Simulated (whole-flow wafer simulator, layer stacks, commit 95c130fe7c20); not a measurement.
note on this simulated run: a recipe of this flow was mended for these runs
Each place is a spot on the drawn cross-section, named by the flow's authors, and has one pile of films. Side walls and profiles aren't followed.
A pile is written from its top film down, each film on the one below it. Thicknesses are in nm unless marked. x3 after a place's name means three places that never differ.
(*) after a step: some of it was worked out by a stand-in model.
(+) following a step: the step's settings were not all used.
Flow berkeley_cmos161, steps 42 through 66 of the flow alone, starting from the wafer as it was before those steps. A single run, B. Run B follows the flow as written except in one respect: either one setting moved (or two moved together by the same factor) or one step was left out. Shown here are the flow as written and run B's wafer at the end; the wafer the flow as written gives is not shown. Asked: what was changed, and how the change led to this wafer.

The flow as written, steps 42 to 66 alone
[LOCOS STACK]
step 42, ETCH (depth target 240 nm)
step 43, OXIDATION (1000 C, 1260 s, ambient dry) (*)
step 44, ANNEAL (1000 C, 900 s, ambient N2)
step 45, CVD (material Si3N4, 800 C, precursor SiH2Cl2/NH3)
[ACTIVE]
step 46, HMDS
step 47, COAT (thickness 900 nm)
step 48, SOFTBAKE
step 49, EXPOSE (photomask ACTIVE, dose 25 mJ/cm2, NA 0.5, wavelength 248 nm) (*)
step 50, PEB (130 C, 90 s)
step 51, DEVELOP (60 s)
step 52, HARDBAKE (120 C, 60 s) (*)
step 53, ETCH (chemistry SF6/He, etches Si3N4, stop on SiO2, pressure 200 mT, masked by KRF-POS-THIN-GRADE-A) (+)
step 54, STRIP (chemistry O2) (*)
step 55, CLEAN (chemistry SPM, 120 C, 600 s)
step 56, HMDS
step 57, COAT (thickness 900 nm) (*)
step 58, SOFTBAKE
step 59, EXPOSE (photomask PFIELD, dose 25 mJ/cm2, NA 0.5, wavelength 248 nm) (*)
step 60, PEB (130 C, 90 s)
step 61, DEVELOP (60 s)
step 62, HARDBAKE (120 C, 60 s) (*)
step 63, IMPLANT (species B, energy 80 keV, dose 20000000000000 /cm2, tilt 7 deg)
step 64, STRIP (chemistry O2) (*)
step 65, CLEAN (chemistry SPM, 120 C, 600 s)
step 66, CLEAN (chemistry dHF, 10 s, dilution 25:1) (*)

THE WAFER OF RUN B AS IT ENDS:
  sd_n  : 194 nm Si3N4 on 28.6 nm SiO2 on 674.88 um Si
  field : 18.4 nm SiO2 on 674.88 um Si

What caused this: step 43, OXIDATION: 1008 C was run, whereas the flow has 1000 C.

The path from the change to this, step by step:
  step 43, OXIDATION (1000 C, 1260 s, ambient dry) (*)
      field, sd_n, spacer_n and 6 more: SiO2 gains 28.6 (new film), Si loses 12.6 (as written it would have been: SiO2 gains 26.6 (new film), Si loses 11.7)
